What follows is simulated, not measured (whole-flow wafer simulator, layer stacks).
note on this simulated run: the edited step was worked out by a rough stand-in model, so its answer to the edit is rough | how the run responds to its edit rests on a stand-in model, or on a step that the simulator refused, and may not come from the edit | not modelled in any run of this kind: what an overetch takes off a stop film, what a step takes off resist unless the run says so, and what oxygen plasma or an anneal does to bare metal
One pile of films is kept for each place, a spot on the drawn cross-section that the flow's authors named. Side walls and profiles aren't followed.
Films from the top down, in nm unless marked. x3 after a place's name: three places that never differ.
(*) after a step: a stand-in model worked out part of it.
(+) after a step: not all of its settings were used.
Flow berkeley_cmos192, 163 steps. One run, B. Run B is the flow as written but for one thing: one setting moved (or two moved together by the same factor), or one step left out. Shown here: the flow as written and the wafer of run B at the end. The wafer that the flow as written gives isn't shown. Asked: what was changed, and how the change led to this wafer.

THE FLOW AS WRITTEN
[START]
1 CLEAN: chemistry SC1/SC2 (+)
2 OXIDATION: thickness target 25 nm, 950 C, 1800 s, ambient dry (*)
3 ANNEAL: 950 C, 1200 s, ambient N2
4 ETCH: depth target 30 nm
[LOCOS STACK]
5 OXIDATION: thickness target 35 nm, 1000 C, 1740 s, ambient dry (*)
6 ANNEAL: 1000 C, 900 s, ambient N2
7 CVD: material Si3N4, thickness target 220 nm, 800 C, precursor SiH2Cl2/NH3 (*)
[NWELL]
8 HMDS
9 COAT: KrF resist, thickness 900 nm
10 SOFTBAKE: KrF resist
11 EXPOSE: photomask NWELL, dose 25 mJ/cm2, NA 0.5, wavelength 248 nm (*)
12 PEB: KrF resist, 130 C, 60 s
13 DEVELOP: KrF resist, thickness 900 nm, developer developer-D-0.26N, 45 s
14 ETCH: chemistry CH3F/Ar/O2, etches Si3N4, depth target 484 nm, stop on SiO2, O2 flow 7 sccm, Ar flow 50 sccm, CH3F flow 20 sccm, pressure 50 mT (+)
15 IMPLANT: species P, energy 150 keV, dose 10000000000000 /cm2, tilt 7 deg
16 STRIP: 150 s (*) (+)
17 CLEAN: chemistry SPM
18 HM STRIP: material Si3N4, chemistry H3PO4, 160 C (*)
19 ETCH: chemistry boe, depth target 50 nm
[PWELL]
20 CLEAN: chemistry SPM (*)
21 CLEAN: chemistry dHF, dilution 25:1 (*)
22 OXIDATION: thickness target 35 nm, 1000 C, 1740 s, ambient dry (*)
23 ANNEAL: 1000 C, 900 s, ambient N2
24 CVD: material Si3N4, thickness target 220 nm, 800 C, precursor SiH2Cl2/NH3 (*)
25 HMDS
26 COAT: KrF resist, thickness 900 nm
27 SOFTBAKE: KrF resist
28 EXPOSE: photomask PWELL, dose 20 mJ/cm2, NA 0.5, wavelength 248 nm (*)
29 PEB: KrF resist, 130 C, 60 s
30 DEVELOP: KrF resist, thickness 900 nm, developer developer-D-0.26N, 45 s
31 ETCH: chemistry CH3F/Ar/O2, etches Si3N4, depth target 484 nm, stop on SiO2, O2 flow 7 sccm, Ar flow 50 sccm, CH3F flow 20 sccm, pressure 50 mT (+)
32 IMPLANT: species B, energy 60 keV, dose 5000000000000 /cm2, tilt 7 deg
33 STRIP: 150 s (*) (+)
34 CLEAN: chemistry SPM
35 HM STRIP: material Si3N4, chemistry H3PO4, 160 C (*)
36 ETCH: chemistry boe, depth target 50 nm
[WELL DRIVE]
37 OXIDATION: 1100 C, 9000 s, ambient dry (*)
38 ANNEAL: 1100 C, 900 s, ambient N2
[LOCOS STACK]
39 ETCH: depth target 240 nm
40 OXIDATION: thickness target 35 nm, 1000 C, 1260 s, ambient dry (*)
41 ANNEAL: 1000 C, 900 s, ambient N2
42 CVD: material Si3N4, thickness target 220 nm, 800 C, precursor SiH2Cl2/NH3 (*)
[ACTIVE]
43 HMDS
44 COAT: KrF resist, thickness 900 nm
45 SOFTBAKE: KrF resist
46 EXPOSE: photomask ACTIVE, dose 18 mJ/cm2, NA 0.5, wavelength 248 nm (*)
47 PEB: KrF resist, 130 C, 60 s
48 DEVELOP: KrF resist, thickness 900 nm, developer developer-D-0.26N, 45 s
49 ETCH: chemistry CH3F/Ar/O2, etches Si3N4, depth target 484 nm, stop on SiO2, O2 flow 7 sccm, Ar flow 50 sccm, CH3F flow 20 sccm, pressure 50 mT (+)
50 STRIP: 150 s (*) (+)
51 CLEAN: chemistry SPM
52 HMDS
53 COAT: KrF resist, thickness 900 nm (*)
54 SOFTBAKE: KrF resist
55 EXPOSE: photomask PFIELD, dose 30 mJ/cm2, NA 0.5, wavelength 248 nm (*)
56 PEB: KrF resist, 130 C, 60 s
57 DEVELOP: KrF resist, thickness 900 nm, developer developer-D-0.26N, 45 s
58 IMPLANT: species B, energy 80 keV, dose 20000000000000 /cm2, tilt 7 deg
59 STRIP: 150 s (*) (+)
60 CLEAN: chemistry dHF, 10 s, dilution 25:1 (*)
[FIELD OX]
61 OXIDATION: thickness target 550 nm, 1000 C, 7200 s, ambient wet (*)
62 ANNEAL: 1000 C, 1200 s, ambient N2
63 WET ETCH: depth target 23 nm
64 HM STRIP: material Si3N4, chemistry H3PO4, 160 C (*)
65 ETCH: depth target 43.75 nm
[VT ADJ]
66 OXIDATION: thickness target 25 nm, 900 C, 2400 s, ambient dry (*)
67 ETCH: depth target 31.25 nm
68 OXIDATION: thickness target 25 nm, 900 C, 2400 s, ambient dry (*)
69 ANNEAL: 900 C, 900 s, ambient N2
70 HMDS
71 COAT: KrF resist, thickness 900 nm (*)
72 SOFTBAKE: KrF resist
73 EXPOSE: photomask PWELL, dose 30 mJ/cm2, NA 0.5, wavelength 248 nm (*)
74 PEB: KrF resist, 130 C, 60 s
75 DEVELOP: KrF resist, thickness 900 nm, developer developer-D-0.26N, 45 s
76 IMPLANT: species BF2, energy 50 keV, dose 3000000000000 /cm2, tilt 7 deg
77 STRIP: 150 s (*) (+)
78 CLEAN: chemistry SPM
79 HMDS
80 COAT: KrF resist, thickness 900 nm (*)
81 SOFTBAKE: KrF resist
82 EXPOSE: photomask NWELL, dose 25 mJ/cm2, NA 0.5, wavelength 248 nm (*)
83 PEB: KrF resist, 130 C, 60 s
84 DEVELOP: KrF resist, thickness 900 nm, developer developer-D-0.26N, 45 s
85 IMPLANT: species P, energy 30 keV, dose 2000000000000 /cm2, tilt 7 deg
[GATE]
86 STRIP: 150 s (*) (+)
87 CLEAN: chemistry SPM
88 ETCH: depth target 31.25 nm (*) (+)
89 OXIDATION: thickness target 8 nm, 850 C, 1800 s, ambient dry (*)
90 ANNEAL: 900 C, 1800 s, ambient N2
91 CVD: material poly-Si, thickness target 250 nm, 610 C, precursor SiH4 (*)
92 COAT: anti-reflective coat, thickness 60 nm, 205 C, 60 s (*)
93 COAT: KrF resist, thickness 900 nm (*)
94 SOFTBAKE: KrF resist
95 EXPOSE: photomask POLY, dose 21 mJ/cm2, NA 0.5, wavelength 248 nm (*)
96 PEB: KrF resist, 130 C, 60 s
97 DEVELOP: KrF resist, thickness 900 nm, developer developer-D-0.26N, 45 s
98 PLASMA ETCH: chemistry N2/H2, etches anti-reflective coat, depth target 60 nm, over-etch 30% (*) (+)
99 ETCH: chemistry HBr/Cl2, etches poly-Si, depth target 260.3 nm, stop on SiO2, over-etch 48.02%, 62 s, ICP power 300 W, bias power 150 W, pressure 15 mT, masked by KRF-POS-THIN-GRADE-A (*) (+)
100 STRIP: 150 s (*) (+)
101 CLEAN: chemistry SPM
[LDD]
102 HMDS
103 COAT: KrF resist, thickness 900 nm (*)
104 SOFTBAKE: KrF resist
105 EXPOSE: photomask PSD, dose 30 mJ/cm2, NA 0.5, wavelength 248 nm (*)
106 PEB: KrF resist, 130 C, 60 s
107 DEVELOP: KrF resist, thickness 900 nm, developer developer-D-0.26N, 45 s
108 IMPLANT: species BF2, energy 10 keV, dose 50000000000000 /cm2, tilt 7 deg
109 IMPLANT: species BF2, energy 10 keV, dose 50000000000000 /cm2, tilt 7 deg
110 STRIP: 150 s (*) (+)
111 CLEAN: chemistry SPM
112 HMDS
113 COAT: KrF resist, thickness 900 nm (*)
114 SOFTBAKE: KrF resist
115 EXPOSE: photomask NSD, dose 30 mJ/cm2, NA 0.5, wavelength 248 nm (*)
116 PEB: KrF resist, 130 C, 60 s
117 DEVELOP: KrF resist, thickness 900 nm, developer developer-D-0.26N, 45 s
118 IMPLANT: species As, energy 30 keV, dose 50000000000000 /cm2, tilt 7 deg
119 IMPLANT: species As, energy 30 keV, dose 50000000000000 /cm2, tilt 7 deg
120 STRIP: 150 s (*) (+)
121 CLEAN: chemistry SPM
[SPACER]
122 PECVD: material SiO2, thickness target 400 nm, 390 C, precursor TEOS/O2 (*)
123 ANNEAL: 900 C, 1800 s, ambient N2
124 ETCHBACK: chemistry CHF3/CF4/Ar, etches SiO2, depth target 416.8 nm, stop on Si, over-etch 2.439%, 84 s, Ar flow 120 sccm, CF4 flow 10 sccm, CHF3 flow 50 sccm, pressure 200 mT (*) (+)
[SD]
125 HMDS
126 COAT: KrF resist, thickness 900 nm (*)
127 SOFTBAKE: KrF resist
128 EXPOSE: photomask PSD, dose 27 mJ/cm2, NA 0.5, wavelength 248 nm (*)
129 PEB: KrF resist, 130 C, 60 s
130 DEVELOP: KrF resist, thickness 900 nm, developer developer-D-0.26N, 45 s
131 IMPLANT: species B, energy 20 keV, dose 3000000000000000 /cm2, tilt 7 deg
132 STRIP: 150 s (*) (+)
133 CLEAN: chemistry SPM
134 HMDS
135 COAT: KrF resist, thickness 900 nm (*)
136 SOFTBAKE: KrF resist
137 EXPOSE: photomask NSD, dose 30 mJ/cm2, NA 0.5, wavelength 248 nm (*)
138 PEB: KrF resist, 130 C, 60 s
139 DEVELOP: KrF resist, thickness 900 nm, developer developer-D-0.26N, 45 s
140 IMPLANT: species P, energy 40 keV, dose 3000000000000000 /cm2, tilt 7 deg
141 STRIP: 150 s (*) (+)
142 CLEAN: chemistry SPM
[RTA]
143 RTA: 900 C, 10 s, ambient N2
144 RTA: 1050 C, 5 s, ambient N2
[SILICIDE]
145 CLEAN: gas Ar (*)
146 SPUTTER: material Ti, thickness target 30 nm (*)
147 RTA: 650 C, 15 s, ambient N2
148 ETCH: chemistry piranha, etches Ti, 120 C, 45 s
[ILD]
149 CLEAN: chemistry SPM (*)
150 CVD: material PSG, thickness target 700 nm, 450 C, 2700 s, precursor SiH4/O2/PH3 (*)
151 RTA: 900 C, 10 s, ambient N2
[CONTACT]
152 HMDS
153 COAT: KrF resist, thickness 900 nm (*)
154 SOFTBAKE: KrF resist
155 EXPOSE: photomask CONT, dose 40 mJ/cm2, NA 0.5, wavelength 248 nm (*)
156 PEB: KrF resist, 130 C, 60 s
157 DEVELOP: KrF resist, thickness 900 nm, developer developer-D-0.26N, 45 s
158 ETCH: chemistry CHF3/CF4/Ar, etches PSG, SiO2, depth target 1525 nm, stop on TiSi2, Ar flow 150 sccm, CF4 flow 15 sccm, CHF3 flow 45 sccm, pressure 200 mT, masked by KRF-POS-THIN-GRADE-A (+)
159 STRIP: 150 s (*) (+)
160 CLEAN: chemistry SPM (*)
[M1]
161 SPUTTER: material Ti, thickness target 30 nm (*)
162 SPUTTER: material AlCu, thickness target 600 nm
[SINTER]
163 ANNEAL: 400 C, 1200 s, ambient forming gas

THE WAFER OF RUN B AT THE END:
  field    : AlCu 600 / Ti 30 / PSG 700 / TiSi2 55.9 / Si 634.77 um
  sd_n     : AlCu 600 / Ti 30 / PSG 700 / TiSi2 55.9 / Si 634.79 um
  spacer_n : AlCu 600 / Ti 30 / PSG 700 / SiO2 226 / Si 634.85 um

The cause: step 61, OXIDATION: 800 C was run, where the flow has 1000 C.

How the change led to this, step by step:
  61 OXIDATION: thickness target 550 nm, 1000 C, 7200 s, ambient wet (*)
      gate: SiO2 +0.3 (new film), Si3N4 -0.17 (as written it would be: SiO2 +12.1 (new film), Si3N4 -6.7, SiO2 +0.05, Si -0.05)
      spacer_n, spacer_p, gate_p, contact, m1: SiO2 +0.3 (new film), Si3N4 -0.17 (as written it would be: SiO2 +12.1 (new film), Si3N4 -6.7)
      (and at 3 more places)
  63 WET ETCH: depth target 23 nm
      sd_n, spacer_n, gate, sd_p, spacer_p, gate_p, contact, m1: SiO2 -0.3 (all of it) (as written it would be: SiO2 -12.1 (all of it))
  64 HM STRIP: material Si3N4, chemistry H3PO4, 160 C (*)
      sd_n, spacer_n, gate, sd_p, spacer_p, gate_p, contact, m1: Si3N4 -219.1 (all of it), SiO2 -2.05 (as written it would be: Si3N4 -212.6 (all of it), SiO2 -1.99)
  65 ETCH: depth target 43.75 nm
      field: SiO2 -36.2 (all of it) (as written it would be: SiO2 -43.8)
      sd_n, sd_p: SiO2 -25.5 (all of it) (as written it would be: SiO2 -24.6 (all of it))
  66 OXIDATION: thickness target 25 nm, 900 C, 2400 s, ambient dry (*)
      field: SiO2 +14.9 (new film), Si -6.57 (as written it would be: SiO2 +1.6, Si -0.7)
  67 ETCH: depth target 31.25 nm
      field: SiO2 -14.9 (all of it) (as written it would be: SiO2 -31.2)
  68 OXIDATION: thickness target 25 nm, 900 C, 2400 s, ambient dry (*)
      field: SiO2 +14.9 (new film), Si -6.57 (as written it would be: SiO2 +1.68, Si -0.74)
  71 COAT: KrF resist, thickness 900 nm (*)
      field: KrF resist +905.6 (new film) (as written it would be: KrF resist +842.4 (new film))
      sd_n: KrF resist +889.6 (new film) (as written it would be: KrF resist +1013.2 (new film))
      (and at 7 more places)
  75 DEVELOP: KrF resist, thickness 900 nm, developer developer-D-0.26N, 45 s
      field: KrF resist -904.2 (all of it) (as written it would be: KrF resist -841.1 (all of it))
      sd_n: KrF resist -888.2 (all of it) (as written it would be: KrF resist -1011.6 (all of it))
      (and at 3 more places)
  77 STRIP: 150 s (*) (+)
      sd_p: KrF resist -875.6 (all of it) (as written it would be: KrF resist -977.8 (all of it))
      spacer_p: KrF resist -876.7 (all of it) (as written it would be: KrF resist -959.3 (all of it))
      (and at 2 more places)
  80 COAT: KrF resist, thickness 900 nm (*)
      field: KrF resist +905.6 (new film) (as written it would be: KrF resist +842.4 (new film))
      sd_n: KrF resist +889.6 (new film) (as written it would be: KrF resist +1013.2 (new film))
      (and at 7 more places)
  84 DEVELOP: KrF resist, thickness 900 nm, developer developer-D-0.26N, 45 s
      sd_p: KrF resist -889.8 (all of it) (as written it would be: KrF resist -992 (all of it))
      spacer_p: KrF resist -890.9 (all of it) (as written it would be: KrF resist -973.5 (all of it))
      (and at 1 more place)
  86 STRIP: 150 s (*) (+)
      field: KrF resist -890 (all of it) (as written it would be: KrF resist -826.9 (all of it))
      sd_n: KrF resist -874 (all of it) (as written it would be: KrF resist -997.4 (all of it))
      (and at 4 more places)
  88 ETCH: depth target 31.25 nm (*) (+)
      field: SiO2 -14.9 (all of it) (as written it would be: SiO2 -31.2)
  89 OXIDATION: thickness target 8 nm, 850 C, 1800 s, ambient dry (*)
      field: SiO2 +7.48 (new film), Si -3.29 (as written it would be: SiO2 +0.52, Si -0.23)
  92 COAT: anti-reflective coat, thickness 60 nm, 205 C, 60 s (*)
      field: anti-reflective coat +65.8 (new film) (as written it would be: anti-reflective coat +35.3 (new film))
      sd_n: anti-reflective coat +52.4 (new film) (as written it would be: anti-reflective coat +152.4 (new film))
      (and at 7 more places)
  ... 28 more steps ...
  162 SPUTTER: material AlCu, thickness target 600 nm
      sd_p: AlCu +600 (new film) (as written it would be: AlCu +551.2 (new film))
